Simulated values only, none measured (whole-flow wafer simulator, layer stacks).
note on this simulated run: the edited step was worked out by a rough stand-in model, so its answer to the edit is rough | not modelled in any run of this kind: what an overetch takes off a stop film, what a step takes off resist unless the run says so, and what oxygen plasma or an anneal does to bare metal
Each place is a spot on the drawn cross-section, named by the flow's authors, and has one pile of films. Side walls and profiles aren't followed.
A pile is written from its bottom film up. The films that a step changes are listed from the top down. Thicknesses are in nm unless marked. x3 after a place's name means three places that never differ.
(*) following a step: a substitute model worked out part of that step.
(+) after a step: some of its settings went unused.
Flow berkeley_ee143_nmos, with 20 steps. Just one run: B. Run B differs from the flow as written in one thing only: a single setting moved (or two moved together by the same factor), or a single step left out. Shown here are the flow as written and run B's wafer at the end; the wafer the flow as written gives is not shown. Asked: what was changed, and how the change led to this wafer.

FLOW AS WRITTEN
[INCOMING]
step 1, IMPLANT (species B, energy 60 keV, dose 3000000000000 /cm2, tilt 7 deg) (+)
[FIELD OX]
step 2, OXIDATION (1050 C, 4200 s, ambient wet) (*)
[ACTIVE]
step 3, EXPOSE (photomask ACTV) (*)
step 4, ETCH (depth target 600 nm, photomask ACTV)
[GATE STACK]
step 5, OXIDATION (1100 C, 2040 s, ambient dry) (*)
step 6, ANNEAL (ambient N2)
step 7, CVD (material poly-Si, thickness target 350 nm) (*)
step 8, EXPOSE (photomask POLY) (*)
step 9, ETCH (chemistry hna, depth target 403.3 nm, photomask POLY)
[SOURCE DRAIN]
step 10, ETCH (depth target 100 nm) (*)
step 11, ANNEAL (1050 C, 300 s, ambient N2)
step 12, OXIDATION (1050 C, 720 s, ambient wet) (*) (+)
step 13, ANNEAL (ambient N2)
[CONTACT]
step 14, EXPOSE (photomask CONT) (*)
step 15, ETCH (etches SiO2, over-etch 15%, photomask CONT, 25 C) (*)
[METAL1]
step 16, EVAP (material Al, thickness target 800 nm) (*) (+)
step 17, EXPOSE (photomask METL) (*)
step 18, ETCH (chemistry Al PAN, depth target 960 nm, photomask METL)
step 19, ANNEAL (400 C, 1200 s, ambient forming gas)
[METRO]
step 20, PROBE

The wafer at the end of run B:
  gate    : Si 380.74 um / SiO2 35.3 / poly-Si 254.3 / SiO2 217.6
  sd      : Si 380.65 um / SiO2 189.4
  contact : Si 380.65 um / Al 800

The reason: step 5, OXIDATION: 1002 C was run, though the flow has 1100 C.

How this came from the change, step by step:
  step 5, OXIDATION (1100 C, 2040 s, ambient dry) (*)
      gate, sd, contact: +35.3 SiO2 (new film), -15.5 Si (it would be, as written: +79.7 SiO2 (new film), -35.1 Si)
      field: +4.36 SiO2, -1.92 Si (it would be, as written: +11.6 SiO2, -5.1 Si)
  step 10, ETCH (depth target 100 nm) (*)
      sd, contact: -35.3 SiO2 (all of it) (it would be, as written: -79.7 SiO2 (all of it))
